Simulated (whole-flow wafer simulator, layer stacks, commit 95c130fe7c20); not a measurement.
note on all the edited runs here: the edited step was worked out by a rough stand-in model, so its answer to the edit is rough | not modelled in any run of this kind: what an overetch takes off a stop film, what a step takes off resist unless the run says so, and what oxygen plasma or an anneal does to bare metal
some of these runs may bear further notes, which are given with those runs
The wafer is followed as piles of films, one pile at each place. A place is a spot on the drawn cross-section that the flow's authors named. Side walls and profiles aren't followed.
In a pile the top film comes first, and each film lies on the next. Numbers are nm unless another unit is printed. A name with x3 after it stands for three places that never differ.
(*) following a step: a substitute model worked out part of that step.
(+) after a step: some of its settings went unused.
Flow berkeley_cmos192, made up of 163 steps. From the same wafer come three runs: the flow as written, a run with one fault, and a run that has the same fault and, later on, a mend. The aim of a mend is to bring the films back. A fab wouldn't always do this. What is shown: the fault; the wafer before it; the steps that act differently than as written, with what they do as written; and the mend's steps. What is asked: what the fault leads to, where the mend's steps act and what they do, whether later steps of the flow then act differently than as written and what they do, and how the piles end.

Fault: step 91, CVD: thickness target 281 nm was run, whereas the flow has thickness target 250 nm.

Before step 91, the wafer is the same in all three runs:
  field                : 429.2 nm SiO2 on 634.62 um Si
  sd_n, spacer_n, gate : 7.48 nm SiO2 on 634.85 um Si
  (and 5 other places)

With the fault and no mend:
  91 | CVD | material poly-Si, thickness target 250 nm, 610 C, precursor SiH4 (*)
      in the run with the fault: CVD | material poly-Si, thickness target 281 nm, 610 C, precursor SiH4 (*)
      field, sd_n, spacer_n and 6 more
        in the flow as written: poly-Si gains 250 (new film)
        in the run with the fault: poly-Si gains 281 (new film)
  Steps later in the flow that act otherwise than as written (not shown: 17 more steps that differ only slightly, by at most 2% or 0.5 nm, whichever is larger):
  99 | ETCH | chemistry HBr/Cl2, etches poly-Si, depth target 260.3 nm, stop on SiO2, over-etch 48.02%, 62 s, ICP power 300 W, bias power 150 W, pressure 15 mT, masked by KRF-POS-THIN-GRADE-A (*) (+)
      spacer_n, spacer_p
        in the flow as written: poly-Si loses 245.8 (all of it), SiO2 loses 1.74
        in the run with the fault: poly-Si loses 276.7 (all of it), SiO2 loses 0.54
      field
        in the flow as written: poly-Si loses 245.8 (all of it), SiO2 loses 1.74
        in the run with the fault: poly-Si loses 276.8 (all of it), SiO2 loses 0.54
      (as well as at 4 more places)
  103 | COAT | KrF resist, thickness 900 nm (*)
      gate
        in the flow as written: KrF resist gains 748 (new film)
        in the run with the fault: KrF resist gains 722.3 (new film)
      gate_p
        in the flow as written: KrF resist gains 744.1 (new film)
        in the run with the fault: KrF resist gains 718.4 (new film)
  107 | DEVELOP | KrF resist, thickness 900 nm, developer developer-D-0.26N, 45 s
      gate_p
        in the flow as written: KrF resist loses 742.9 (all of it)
        in the run with the fault: KrF resist loses 717.3 (all of it)
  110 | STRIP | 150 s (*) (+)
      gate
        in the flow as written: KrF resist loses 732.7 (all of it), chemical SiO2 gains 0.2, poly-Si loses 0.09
        in the run with the fault: KrF resist loses 707 (all of it), chemical SiO2 gains 0.2, poly-Si loses 0.09
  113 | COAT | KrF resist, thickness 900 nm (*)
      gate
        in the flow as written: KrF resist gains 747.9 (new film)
        in the run with the fault: KrF resist gains 722.2 (new film)
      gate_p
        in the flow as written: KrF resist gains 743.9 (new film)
        in the run with the fault: KrF resist gains 718.2 (new film)
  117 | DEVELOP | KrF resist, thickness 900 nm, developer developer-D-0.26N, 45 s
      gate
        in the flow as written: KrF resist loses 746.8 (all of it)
        in the run with the fault: KrF resist loses 721.1 (all of it)
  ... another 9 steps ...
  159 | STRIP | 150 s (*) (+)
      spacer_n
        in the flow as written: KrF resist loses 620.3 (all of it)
        in the run with the fault: KrF resist loses 603.6 (all of it)
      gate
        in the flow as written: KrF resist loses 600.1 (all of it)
        in the run with the fault: KrF resist loses 585.4 (all of it)
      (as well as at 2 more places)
  By the end, the piles at spacer_n, gate, spacer_p, gate_p depart from the flow's by more than 2% or 0.5 nm, whichever is larger.
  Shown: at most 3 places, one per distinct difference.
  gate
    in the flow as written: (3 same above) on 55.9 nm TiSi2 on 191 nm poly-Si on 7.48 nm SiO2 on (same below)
    in the run with the fault: (3 same above) on 55.9 nm TiSi2 on 222 nm poly-Si on 7.48 nm SiO2 on (same below)
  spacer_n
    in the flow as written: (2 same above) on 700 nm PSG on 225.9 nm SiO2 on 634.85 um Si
    in the run with the fault: (2 same above) on 700 nm PSG on 256.9 nm SiO2 on 634.85 um Si
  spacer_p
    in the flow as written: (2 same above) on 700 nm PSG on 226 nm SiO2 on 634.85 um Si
    in the run with the fault: (2 same above) on 700 nm PSG on 257 nm SiO2 on 634.85 um Si

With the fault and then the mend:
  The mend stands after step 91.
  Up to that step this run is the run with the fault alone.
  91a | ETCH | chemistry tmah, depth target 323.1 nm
      field, sd_n, spacer_n and 6 more
        poly-Si loses 281 (all of it)
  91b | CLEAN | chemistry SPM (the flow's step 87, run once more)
      leaves every film unchanged at each place that is followed
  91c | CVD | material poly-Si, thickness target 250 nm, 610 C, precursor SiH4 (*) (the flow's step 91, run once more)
      field, sd_n, spacer_n and 6 more
        poly-Si gains 250 (new film)
  Every later step of the flow that is run acts as written at every place that is followed.
  By the end, the piles equal the flow's at every place that both follow.
